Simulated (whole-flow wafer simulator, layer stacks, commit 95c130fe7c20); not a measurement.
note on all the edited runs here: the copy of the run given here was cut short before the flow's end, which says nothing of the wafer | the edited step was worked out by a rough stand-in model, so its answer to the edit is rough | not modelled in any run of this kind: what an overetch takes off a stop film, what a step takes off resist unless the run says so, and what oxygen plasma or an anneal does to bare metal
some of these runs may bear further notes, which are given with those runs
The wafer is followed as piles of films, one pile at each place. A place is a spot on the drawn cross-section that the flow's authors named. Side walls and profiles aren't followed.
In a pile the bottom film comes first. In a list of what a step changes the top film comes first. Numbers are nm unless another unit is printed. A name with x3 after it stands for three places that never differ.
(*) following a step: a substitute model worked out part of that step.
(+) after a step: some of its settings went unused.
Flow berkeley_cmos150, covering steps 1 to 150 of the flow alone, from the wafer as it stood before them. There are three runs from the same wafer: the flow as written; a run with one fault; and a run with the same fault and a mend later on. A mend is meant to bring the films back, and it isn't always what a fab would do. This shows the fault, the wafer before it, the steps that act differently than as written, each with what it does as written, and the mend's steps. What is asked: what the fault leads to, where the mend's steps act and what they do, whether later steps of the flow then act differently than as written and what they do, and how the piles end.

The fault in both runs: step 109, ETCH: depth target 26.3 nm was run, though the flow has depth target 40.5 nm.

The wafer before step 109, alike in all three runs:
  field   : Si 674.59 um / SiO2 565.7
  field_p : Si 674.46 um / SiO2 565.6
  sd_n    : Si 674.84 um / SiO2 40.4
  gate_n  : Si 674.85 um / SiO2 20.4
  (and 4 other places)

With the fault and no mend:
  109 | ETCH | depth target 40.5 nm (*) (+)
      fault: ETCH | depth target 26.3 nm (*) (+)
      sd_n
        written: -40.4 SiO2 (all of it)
        fault: -26.3 SiO2
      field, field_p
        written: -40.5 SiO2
        fault: -26.3 SiO2
  Steps later in the flow that act otherwise than as written (15 more steps, not shown, differ only slightly: by at most 2% or 0.5 nm, whichever is larger):
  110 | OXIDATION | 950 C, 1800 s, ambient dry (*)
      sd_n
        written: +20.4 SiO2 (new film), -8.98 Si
        fault: +14 SiO2, -6.16 Si
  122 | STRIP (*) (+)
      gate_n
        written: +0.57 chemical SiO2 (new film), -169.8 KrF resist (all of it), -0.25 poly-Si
        fault: +0.57 chemical SiO2 (new film), -175.4 KrF resist (all of it), -0.25 poly-Si
  By the end, the piles at field, field_p, sd_n depart from the flow's by more than 2% or 0.5 nm, whichever is larger.
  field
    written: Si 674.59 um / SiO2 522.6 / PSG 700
    fault: Si 674.59 um / SiO2 536.7 / PSG 700
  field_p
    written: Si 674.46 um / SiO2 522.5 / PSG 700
    fault: Si 674.46 um / SiO2 536.7 / PSG 700
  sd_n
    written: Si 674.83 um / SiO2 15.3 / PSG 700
    fault: Si 674.83 um / SiO2 23 / PSG 700

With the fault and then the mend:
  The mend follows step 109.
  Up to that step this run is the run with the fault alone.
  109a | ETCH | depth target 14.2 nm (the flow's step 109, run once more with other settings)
      field, field_p
        -14.2 SiO2
      sd_n
        -14.1 SiO2 (all of it)
  Every later step of the flow that is run acts as written, at every place that is followed, to within 2% or 0.5 nm, whichever is larger.
  The piles end the same as the flow's at every place that both follow.
